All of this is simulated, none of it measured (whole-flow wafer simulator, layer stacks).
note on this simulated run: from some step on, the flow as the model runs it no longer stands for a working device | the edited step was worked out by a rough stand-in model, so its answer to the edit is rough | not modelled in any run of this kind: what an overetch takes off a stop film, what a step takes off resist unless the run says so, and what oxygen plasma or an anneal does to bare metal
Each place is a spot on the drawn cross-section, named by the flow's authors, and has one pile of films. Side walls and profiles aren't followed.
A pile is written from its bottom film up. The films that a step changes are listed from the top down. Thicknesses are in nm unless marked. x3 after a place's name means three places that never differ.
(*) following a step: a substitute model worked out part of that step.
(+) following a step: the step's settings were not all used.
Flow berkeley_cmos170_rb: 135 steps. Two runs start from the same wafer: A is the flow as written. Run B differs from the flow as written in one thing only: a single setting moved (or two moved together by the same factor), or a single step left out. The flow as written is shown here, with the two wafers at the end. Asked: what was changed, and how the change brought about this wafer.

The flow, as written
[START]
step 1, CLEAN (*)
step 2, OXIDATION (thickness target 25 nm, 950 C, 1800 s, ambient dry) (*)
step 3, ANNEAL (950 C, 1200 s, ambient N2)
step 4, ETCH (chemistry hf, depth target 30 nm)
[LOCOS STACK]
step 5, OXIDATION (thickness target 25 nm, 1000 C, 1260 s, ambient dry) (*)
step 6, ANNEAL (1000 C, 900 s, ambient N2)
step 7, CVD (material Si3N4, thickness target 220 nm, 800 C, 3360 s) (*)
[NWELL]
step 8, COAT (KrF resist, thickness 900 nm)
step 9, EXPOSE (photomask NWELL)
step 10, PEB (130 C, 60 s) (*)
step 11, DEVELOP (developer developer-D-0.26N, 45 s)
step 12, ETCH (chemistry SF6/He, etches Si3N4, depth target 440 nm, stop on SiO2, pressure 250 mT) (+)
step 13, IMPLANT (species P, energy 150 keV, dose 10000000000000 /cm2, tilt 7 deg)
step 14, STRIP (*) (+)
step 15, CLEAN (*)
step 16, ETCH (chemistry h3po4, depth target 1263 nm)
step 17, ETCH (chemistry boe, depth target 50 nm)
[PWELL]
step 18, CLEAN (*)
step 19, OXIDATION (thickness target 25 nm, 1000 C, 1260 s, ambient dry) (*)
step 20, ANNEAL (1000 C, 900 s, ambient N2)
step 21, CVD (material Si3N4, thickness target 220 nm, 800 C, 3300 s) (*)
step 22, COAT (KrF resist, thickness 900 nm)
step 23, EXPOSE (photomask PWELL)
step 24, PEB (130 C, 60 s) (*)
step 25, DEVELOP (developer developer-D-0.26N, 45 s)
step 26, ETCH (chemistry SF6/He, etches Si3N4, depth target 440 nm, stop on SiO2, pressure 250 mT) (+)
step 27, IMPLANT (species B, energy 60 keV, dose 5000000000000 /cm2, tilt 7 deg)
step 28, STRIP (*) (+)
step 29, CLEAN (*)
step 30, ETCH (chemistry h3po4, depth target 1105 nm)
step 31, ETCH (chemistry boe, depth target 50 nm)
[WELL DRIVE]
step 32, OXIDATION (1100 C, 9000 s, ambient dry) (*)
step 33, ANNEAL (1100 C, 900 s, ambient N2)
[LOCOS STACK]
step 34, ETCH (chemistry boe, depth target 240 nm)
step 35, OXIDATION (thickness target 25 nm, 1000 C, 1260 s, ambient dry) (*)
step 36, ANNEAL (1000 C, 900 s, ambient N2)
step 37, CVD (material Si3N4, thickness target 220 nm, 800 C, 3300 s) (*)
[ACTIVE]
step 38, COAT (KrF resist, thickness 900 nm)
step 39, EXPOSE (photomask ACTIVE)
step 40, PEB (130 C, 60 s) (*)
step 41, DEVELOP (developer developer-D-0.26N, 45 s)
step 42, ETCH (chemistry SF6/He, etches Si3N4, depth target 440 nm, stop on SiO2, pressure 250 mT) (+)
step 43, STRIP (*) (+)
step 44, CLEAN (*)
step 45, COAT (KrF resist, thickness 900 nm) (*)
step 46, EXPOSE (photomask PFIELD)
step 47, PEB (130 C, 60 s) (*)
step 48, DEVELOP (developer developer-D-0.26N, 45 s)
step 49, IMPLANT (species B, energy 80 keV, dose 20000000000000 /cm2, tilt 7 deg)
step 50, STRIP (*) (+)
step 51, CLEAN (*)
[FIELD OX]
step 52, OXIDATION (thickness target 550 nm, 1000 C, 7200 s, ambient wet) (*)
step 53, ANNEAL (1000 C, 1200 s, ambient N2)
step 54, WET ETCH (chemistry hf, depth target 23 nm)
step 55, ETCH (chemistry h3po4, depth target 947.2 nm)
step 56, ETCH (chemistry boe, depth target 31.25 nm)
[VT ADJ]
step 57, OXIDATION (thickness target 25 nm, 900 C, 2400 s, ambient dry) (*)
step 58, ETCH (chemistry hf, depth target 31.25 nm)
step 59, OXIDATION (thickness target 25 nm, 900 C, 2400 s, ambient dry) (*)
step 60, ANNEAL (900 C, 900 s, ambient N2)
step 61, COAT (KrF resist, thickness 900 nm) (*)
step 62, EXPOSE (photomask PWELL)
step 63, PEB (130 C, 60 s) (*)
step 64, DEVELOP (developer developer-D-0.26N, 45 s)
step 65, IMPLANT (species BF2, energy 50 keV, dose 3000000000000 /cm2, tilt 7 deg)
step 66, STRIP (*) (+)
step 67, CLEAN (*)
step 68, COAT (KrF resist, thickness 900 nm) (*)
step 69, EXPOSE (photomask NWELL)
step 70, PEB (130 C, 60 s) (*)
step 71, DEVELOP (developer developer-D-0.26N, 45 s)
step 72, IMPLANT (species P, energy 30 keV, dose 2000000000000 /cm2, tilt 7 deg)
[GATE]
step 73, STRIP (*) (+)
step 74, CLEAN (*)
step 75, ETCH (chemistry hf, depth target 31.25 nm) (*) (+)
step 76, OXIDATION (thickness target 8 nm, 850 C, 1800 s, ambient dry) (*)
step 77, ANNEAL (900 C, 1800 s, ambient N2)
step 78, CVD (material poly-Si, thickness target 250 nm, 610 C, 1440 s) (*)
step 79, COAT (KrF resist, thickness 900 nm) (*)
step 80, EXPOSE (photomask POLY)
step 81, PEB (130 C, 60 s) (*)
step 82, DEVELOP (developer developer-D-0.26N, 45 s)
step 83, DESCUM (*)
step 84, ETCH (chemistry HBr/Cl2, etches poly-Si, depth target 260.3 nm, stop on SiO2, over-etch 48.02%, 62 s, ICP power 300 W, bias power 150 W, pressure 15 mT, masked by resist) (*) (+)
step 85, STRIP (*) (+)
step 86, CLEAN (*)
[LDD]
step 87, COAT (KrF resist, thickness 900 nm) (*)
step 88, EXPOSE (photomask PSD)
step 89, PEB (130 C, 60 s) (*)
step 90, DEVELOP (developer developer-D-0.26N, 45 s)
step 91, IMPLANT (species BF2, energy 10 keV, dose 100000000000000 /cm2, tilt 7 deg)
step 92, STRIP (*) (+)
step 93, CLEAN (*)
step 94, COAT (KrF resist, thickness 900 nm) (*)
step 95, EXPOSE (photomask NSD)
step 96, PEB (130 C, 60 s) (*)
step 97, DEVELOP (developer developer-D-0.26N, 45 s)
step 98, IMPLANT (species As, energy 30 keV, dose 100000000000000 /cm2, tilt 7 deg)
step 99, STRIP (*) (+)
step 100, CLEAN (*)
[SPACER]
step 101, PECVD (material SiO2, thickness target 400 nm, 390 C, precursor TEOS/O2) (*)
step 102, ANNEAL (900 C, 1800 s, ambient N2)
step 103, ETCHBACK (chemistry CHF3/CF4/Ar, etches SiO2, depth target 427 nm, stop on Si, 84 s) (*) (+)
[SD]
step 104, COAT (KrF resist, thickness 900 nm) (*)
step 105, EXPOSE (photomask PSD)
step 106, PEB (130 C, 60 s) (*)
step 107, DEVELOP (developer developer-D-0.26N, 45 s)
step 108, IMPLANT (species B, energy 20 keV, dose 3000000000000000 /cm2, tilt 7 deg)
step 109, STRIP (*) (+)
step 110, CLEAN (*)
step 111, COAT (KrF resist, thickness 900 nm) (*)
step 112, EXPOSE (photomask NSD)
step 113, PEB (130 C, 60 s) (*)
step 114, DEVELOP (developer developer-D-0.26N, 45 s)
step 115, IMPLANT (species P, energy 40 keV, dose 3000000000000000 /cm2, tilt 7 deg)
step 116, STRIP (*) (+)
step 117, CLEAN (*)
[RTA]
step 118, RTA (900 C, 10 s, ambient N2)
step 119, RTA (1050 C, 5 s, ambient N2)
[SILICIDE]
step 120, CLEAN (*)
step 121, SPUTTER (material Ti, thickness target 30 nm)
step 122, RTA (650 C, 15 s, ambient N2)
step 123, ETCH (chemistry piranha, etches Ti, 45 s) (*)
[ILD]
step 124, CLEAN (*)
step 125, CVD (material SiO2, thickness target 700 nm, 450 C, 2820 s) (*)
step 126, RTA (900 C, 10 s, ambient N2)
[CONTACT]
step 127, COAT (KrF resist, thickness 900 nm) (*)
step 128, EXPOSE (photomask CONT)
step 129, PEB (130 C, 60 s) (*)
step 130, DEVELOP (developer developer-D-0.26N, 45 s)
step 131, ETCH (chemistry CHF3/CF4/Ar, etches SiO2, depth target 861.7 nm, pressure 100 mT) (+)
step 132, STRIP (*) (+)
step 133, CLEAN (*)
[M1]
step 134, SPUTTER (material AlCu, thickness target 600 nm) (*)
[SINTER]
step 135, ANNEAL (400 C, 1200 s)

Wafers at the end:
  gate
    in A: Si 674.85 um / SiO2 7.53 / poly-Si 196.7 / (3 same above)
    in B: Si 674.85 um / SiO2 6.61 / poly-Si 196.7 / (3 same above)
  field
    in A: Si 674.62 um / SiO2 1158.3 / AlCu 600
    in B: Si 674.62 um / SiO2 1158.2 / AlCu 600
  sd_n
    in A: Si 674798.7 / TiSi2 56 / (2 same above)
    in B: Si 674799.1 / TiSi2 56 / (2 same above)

Cause: step 76, OXIDATION: 1440 s was run, while the flow as written has 1800 s.

How this came from the change, step by step:
  step 76, OXIDATION (thickness target 8 nm, 850 C, 1800 s, ambient dry) (*)
      sd_n, spacer_n, gate, sd_p, spacer_p, gate_p, contact, m1: A SiO2 gains 7.53 (new film), Si loses 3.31 | B SiO2 gains 6.61 (new film), Si loses 2.91
